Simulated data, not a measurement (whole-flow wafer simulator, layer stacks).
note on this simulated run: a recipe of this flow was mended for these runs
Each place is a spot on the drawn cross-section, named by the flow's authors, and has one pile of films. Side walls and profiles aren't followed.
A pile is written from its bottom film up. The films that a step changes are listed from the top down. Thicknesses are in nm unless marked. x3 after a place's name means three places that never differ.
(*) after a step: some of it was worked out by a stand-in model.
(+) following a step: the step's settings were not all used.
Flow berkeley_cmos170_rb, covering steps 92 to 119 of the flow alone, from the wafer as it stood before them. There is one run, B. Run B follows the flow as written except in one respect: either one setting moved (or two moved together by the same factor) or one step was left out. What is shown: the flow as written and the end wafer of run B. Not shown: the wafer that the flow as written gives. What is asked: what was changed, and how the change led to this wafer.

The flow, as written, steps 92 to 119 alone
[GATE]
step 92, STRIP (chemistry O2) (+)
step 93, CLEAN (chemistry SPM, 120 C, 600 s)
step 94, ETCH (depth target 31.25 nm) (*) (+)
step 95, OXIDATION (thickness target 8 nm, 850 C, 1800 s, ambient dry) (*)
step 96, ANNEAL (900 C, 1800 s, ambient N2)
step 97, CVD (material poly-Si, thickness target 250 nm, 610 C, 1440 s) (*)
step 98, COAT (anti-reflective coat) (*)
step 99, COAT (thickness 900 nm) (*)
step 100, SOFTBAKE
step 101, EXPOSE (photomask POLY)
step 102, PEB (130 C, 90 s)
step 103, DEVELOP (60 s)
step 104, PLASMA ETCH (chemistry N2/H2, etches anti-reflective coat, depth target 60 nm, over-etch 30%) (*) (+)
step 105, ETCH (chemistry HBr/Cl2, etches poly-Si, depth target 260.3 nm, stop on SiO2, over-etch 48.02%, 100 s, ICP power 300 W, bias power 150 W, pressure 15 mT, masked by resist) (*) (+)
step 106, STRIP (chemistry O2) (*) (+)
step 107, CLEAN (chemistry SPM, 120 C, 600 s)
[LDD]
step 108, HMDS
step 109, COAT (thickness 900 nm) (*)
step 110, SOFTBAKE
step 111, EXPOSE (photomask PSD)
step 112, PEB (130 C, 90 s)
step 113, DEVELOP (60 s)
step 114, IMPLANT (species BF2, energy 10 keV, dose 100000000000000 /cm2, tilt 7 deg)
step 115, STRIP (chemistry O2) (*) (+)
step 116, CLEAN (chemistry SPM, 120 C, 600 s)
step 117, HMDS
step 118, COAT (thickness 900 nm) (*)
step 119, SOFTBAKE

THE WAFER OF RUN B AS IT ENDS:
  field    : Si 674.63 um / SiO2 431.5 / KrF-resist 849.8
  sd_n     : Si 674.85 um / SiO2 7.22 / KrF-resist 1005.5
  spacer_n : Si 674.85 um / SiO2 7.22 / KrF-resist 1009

The reason: step 97, CVD: thickness target 325 nm was run, whereas the flow has thickness target 250 nm; step 97, CVD: 1872 s was run, where the flow has 1440 s.

Step by step, how the change led to this:
  step 97, CVD (material poly-Si, thickness target 250 nm, 610 C, 1440 s) (*)
      field, sd_n, spacer_n and 6 more: +325 poly-Si (new film) (in the flow as written it would be: +250 poly-Si (new film))
  step 98, COAT (anti-reflective coat) (*)
      sd_n: +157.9 anti-reflective coat (new film) (in the flow as written it would be: +154.3 anti-reflective coat (new film))
      contact: +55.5 anti-reflective coat (new film) (in the flow as written it would be: +53.8 anti-reflective coat (new film))
  step 104, PLASMA ETCH (chemistry N2/H2, etches anti-reflective coat, depth target 60 nm, over-etch 30%) (*) (+)
      gate, gate_p: -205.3 KrF-resist (in the flow as written it would be: -200.6 KrF-resist)
      sd_n: -157.9 anti-reflective coat (all of it), -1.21 poly-Si (in the flow as written it would be: -154.3 anti-reflective coat (all of it), -1.19 poly-Si)
      (also at 1 further place)
  step 105, ETCH (chemistry HBr/Cl2, etches poly-Si, depth target 260.3 nm, stop on SiO2, over-etch 48.02%, 100 s, ICP power 300 W, bias power 150 W, pressure 15 mT, masked by resist) (*) (+)
      spacer_n, spacer_p: -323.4 poly-Si (all of it), -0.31 SiO2 (in the flow as written it would be: -248.5 poly-Si (all of it), -1.53 SiO2)
      field: -319.9 poly-Si (all of it), -0.33 SiO2 (in the flow as written it would be: -245 poly-Si (all of it), -1.8 SiO2)
      (also at 4 further places)
  step 109, COAT (thickness 900 nm) (*)
      gate: +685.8 KrF-resist (new film) (in the flow as written it would be: +749.5 KrF-resist (new film))
      gate_p: +682 KrF-resist (new film) (in the flow as written it would be: +745.7 KrF-resist (new film))
  step 113, DEVELOP (60 s)
      gate_p: -680.5 KrF-resist (all of it) (in the flow as written it would be: -744.1 KrF-resist (all of it))
  step 115, STRIP (chemistry O2) (*) (+)
      gate: -669.4 KrF-resist (all of it), +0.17 chemical SiO2 (in the flow as written it would be: -733 KrF-resist (all of it), +0.17 chemical SiO2)
  step 118, COAT (thickness 900 nm) (*)
      gate: +685.7 KrF-resist (new film) (in the flow as written it would be: +748.7 KrF-resist (new film))
      gate_p: +681.9 KrF-resist (new film) (in the flow as written it would be: +744.7 KrF-resist (new film))
